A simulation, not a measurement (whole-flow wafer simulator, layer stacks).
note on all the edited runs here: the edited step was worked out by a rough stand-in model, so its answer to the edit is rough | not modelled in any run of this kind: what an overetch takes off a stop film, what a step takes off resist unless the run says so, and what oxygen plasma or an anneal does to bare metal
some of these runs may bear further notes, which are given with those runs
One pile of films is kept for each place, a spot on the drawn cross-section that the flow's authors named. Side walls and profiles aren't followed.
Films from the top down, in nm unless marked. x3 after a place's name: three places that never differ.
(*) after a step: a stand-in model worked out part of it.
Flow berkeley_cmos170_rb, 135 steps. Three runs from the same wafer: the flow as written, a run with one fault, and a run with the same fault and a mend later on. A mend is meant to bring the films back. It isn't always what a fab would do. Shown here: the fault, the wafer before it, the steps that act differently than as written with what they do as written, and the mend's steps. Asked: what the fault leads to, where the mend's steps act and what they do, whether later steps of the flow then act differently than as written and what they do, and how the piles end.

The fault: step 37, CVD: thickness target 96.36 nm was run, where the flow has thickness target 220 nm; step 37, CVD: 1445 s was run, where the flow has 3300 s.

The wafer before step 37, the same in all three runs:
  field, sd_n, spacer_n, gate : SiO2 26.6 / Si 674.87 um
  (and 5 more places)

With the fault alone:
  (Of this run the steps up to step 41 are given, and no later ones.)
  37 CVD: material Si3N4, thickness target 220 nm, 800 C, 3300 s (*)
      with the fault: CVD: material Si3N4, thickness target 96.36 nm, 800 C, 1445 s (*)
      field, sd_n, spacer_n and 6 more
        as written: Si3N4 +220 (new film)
        with the fault: Si3N4 +96.4 (new film)
  No later step of the flow up to step 41 acts differently than as written at any place that is followed.
  After step 41 the piles differ from the flow's by more than 2% or 0.5 nm, whichever is larger, at field, sd_n, spacer_n and 6 more.
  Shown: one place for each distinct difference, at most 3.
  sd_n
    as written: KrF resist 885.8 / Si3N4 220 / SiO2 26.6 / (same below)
    with the fault: KrF resist 885.8 / Si3N4 96.4 / SiO2 26.6 / (same below)
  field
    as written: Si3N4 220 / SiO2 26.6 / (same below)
    with the fault: Si3N4 96.4 / SiO2 26.6 / (same below)

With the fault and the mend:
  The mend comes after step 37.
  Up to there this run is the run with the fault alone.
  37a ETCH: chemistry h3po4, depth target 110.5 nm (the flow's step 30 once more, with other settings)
      field, sd_n, spacer_n and 6 more
        Si3N4 -96.4 (all of it)
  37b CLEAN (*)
      changes no film at any place that is followed
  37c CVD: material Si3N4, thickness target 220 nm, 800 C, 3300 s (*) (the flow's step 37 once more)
      field, sd_n, spacer_n and 6 more
        Si3N4 +220 (new film)
  No later step of the flow acts differently than as written at any place that is followed.
  At the end the piles are the same as the flow's at every place that both follow.
